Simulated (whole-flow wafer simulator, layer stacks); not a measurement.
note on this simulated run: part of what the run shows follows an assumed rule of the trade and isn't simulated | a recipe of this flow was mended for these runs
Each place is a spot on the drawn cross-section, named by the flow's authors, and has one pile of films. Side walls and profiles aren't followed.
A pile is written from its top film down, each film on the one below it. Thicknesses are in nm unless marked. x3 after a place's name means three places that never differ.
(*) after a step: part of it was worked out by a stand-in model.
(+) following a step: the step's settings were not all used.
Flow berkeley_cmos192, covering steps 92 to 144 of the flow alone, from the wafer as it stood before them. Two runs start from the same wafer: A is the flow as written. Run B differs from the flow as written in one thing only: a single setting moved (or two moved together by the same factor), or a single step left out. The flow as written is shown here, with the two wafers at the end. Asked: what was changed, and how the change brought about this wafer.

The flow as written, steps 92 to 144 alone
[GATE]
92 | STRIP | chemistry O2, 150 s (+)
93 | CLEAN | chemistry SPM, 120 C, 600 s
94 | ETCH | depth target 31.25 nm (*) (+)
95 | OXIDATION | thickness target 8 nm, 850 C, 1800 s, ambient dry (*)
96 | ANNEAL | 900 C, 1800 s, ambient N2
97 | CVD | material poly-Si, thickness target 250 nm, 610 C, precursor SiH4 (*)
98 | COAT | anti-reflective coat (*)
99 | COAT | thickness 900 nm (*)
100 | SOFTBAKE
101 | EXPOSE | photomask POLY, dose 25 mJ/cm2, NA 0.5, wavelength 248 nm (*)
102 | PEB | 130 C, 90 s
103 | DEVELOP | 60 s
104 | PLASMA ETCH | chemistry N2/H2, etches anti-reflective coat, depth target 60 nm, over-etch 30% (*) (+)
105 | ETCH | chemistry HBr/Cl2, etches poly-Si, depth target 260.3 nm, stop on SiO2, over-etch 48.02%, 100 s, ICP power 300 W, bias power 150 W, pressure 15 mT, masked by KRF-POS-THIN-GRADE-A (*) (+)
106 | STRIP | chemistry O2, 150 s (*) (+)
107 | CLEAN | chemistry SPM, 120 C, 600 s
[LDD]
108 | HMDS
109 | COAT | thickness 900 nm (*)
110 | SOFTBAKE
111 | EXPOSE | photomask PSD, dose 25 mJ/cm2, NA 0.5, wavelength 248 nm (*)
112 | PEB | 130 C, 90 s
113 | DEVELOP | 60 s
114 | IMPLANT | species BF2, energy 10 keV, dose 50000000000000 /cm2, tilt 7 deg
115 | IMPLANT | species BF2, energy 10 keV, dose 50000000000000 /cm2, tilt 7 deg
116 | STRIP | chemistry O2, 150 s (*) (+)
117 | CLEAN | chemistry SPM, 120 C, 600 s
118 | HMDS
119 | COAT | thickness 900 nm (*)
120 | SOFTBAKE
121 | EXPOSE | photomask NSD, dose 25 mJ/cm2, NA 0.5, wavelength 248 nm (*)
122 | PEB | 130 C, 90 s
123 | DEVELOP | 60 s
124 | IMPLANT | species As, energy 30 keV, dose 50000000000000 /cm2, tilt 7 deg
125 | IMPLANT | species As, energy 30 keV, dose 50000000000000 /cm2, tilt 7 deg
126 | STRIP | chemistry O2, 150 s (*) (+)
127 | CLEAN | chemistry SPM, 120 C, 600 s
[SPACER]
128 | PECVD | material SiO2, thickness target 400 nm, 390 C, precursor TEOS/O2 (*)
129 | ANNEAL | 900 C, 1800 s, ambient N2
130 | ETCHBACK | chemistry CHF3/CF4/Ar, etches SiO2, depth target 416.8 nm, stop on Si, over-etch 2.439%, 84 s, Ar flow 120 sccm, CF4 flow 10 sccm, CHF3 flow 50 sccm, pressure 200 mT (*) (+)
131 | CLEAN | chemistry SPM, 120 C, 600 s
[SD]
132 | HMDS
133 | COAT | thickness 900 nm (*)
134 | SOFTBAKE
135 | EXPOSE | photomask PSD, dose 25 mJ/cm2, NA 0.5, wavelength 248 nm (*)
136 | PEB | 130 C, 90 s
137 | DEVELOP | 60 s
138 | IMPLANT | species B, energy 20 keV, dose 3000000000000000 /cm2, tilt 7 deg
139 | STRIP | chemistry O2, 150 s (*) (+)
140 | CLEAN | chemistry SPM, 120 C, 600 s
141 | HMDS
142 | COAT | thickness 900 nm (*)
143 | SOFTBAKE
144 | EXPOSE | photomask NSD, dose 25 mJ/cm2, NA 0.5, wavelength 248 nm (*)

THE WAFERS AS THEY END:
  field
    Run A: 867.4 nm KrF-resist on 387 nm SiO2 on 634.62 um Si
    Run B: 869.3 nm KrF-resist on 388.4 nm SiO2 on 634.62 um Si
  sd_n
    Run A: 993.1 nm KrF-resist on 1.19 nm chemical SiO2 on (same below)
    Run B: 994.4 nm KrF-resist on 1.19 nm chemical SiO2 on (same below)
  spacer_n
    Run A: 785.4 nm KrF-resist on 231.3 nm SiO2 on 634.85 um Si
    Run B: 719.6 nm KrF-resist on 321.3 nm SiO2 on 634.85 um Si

Cause: step 97, CVD: thickness target 340 nm was run, though the flow has thickness target 250 nm.

Step by step, how the change led to this:
  97 | CVD | material poly-Si, thickness target 250 nm, 610 C, precursor SiH4 (*)
      field, sd_n, spacer_n and 6 more: A poly-Si gains 250 (new film) | B poly-Si gains 340 (new film)
  98 | COAT | anti-reflective coat (*)
      field: A anti-reflective coat gains 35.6 (new film) | B anti-reflective coat gains 36.4 (new film)
      sd_n: A anti-reflective coat gains 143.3 (new film) | B anti-reflective coat gains 146.4 (new film)
      (as well as at 1 more place)
  104 | PLASMA ETCH | chemistry N2/H2, etches anti-reflective coat, depth target 60 nm, over-etch 30% (*) (+)
      field: A anti-reflective coat loses 35.6 (all of it), poly-Si loses 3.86 | B anti-reflective coat loses 36.4 (all of it), poly-Si loses 3.95
      sd_n: A anti-reflective coat loses 143.3 (all of it), poly-Si loses 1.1 | B anti-reflective coat loses 146.4 (all of it), poly-Si loses 1.13
      (as well as at 1 more place)
  105 | ETCH | chemistry HBr/Cl2, etches poly-Si, depth target 260.3 nm, stop on SiO2, over-etch 48.02%, 100 s, ICP power 300 W, bias power 150 W, pressure 15 mT, masked by KRF-POS-THIN-GRADE-A (*) (+)
      spacer_n, spacer_p: A poly-Si loses 246.2 (all of it), SiO2 loses 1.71 | B poly-Si loses 336.1 (all of it), SiO2 loses 0.25
      field: A poly-Si loses 246.1 (all of it), SiO2 loses 1.71 | B poly-Si loses 336.1 (all of it), SiO2 loses 0.25
      (as well as at 4 more places)
  109 | COAT | thickness 900 nm (*)
      gate: A KrF-resist gains 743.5 (new film) | B KrF-resist gains 668.1 (new film)
      gate_p: A KrF-resist gains 739.8 (new film) | B KrF-resist gains 664.4 (new film)
  113 | DEVELOP | 60 s
      gate_p: A KrF-resist loses 738.2 (all of it) | B KrF-resist loses 663 (all of it)
  116 | STRIP | chemistry O2, 150 s (*) (+)
      gate: A KrF-resist loses 727 (all of it), chemical SiO2 gains 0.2, poly-Si loses 0.09 | B KrF-resist loses 651.7 (all of it), chemical SiO2 gains 0.2, poly-Si loses 0.09
  119 | COAT | thickness 900 nm (*)
      gate: A KrF-resist gains 743.4 (new film) | B KrF-resist gains 668 (new film)
      gate_p: A KrF-resist gains 739.7 (new film) | B KrF-resist gains 664.3 (new film)
  123 | DEVELOP | 60 s
      gate: A KrF-resist loses 741.9 (all of it) | B KrF-resist loses 666.6 (all of it)
  126 | STRIP | chemistry O2, 150 s (*) (+)
      gate_p: A KrF-resist loses 723.2 (all of it), chemical SiO2 gains 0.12, poly-Si loses 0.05 | B KrF-resist loses 648 (all of it), chemical SiO2 gains 0.12, poly-Si loses 0.05
  130 | ETCHBACK | chemistry CHF3/CF4/Ar, etches SiO2, depth target 416.8 nm, stop on Si, over-etch 2.439%, 84 s, Ar flow 120 sccm, CF4 flow 10 sccm, CHF3 flow 50 sccm, pressure 200 mT (*) (+)
      spacer_n, spacer_p: A SiO2 loses 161 | B SiO2 loses 71.3
  133 | COAT | thickness 900 nm (*)
      spacer_n: A KrF-resist gains 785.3 (new film) | B KrF-resist gains 719.5 (new film)
      gate: A KrF-resist gains 764.7 (new film) | B KrF-resist gains 700.4 (new film)
      (as well as at 2 more places)
  137 | DEVELOP | 60 s
      spacer_p: A KrF-resist loses 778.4 (all of it) | B KrF-resist loses 712.9 (all of it)
      gate_p: A KrF-resist loses 757.7 (all of it) | B KrF-resist loses 693.7 (all of it)
  139 | STRIP | chemistry O2, 150 s (*) (+)
      spacer_n: A KrF-resist loses 768.7 (all of it) | B KrF-resist loses 703 (all of it)
      gate: A KrF-resist loses 748.1 (all of it), chemical SiO2 gains 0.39, poly-Si loses 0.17 | B KrF-resist loses 684 (all of it), chemical SiO2 gains 0.39, poly-Si loses 0.17
  142 | COAT | thickness 900 nm (*)
      spacer_n: A KrF-resist gains 785.4 (new film) | B KrF-resist gains 719.6 (new film)
      gate: A KrF-resist gains 764.6 (new film) | B KrF-resist gains 700.3 (new film)
      (as well as at 2 more places)
